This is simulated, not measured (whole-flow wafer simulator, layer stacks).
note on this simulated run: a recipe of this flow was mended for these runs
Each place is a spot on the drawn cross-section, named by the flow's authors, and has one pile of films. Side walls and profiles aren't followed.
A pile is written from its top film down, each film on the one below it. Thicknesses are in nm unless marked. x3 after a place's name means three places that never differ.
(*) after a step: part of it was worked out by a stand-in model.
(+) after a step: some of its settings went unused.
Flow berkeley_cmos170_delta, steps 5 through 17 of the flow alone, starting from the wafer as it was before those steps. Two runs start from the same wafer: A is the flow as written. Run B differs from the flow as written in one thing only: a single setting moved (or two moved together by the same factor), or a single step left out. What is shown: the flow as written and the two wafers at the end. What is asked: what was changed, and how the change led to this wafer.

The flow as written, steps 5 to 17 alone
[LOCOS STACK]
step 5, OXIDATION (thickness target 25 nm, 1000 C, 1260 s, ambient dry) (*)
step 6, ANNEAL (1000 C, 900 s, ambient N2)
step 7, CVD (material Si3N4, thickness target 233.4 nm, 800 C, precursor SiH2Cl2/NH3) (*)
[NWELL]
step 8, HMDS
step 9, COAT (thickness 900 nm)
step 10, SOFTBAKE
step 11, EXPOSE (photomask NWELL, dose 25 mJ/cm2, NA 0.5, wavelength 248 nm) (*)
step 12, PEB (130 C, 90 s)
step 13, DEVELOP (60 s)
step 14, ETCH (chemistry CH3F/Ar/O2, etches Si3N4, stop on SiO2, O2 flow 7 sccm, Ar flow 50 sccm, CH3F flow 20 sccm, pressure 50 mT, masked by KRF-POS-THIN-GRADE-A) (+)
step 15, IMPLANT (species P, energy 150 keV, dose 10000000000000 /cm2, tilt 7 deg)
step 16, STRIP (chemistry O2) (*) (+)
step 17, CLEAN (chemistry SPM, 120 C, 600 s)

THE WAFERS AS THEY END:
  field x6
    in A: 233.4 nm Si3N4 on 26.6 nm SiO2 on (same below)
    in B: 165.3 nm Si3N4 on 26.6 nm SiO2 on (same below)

Cause: step 7, CVD: thickness target 165.3 nm was run, while the flow as written has thickness target 233.4 nm.
The wafer lets one read it off: field x6 has Si3N4 165.3, and step 7 as written asks for 233.4 nm.

The path from the change to this, step by step:
  step 7, CVD (material Si3N4, thickness target 233.4 nm, 800 C, precursor SiH2Cl2/NH3) (*)
      field x6, sd_p x3: A +233.4 Si3N4 (new film) | B +165.3 Si3N4 (new film)
  step 14, ETCH (chemistry CH3F/Ar/O2, etches Si3N4, stop on SiO2, O2 flow 7 sccm, Ar flow 50 sccm, CH3F flow 20 sccm, pressure 50 mT, masked by KRF-POS-THIN-GRADE-A) (+)
      field x6: A -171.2 KrF-resist | B -125.8 KrF-resist
      sd_p x3: A -233.4 Si3N4 (all of it), -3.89 SiO2 | B -165.3 Si3N4 (all of it), -3.89 SiO2
  step 16, STRIP (chemistry O2) (*) (+)
      field x6: A -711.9 KrF-resist (all of it) | B -757.3 KrF-resist (all of it)
